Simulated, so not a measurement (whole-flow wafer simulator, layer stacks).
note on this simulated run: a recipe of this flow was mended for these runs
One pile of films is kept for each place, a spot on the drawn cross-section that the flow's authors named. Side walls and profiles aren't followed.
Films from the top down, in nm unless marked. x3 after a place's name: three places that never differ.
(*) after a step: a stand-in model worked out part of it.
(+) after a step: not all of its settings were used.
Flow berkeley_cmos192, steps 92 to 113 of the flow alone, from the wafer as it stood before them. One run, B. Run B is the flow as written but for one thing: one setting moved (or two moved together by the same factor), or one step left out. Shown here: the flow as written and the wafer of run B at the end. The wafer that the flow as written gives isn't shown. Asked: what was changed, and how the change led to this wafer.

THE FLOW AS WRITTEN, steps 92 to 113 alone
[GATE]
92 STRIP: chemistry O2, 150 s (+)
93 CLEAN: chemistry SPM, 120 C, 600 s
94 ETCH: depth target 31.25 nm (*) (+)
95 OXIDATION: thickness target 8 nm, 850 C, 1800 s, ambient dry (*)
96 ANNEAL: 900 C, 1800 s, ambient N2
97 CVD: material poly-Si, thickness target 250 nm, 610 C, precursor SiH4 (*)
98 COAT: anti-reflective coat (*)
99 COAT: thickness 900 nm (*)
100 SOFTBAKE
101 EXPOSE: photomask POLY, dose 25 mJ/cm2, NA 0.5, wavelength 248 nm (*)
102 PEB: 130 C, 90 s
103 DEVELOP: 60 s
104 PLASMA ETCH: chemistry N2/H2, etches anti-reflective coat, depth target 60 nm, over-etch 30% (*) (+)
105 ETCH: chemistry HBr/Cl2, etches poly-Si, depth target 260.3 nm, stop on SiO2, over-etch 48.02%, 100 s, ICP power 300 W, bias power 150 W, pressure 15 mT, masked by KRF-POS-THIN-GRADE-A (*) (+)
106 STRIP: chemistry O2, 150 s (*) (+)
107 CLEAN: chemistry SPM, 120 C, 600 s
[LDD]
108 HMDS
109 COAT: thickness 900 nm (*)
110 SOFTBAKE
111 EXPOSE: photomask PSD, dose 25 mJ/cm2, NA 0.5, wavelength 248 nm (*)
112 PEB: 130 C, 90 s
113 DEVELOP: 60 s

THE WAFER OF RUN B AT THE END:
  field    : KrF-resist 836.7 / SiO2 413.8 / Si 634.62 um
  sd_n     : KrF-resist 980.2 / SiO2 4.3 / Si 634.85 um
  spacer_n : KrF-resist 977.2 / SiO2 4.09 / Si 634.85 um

The cause: step 95, OXIDATION: thickness target 5.12 nm was run, where the flow has thickness target 8 nm; step 95, OXIDATION: 1152 s was run, where the flow has 1800 s.

How the change led to this, step by step:
  95 OXIDATION: thickness target 8 nm, 850 C, 1800 s, ambient dry (*)
      sd_n, spacer_n, gate, sd_p, spacer_p, gate_p, contact, m1: SiO2 +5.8 (new film), Si -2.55 (as written it would be: SiO2 +7.48 (new film), Si -3.29)
